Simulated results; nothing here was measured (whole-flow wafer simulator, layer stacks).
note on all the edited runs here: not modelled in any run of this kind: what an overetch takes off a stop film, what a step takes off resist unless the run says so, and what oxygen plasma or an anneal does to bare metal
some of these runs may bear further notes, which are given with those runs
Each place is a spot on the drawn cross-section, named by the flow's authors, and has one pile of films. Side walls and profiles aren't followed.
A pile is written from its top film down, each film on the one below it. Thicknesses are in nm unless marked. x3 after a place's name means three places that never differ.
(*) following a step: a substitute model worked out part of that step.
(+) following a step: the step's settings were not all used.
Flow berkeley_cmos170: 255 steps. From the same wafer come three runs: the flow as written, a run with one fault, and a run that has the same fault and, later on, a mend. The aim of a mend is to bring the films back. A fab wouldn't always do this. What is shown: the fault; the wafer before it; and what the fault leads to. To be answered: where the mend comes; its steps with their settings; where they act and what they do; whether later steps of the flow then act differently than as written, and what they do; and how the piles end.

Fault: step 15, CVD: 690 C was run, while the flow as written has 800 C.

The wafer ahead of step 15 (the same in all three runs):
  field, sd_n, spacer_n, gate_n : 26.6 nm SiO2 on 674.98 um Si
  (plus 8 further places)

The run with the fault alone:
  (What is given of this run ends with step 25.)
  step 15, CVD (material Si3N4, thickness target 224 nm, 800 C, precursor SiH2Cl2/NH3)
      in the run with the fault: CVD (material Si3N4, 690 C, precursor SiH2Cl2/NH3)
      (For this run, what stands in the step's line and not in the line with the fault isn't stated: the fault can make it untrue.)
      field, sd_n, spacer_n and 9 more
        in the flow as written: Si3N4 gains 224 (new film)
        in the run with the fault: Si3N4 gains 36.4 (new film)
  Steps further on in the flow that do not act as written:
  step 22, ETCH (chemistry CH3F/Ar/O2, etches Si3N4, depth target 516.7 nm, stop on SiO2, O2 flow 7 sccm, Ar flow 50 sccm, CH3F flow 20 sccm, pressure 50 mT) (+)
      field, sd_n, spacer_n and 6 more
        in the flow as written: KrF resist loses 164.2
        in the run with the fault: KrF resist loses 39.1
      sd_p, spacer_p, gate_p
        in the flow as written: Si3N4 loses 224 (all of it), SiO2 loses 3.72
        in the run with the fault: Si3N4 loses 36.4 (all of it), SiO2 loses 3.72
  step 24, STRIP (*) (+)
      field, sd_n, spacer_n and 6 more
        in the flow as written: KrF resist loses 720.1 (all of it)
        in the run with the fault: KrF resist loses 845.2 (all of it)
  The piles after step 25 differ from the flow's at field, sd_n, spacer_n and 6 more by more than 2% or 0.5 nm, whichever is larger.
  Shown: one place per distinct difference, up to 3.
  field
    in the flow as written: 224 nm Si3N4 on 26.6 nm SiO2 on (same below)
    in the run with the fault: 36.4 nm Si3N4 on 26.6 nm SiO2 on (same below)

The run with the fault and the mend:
  After step 21 comes the mend.
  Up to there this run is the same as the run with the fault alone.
  step 21a, STRIP (*) (+)
      field, sd_n, spacer_n and 6 more
        KrF resist loses 884.4 (all of it)
  step 21b, CLEAN (chemistry SPM)
      leaves every film unchanged at each place that is followed
  step 21c, CVD (material Si3N4, thickness target 188 nm, 800 C, precursor SiH2Cl2/NH3) (a further turn of the flow's step 15, with different settings)
      field, sd_n, spacer_n and 9 more
        Si3N4 gains 188
  step 21d, HMDS (a further turn of the flow's step 16)
      leaves every film unchanged at each place that is followed
  step 21e, COAT (KrF resist, thickness 900 nm) (a further turn of the flow's step 17)
      field, sd_n, spacer_n and 9 more
        KrF resist gains 900 (new film)
  step 21f, SOFTBAKE (KrF resist) (a further turn of the flow's step 18)
      leaves every film unchanged at each place that is followed
  step 21g, EXPOSE (photomask NWELL, dose 25 mJ/cm2, NA 0.5, wavelength 248 nm) (*) (a further turn of the flow's step 19)
      leaves every film unchanged at each place that is followed
  step 21h, PEB (KrF resist, 130 C) (a further turn of the flow's step 20)
      field, sd_n, spacer_n and 9 more
        KrF resist loses 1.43
  step 21i, DEVELOP (KrF resist, thickness 900 nm, developer developer-D-0.26N) (a further turn of the flow's step 21)
      field, sd_n, spacer_n and 6 more
        KrF resist loses 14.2
      sd_p, spacer_p, gate_p
        KrF resist loses 898.6 (all of it)
  Later steps of the flow that are run all act as written at every place that is followed, up to a difference of at most 2% or 0.5 nm, whichever is larger.
  By the end, the piles equal the flow's at every place that both follow.
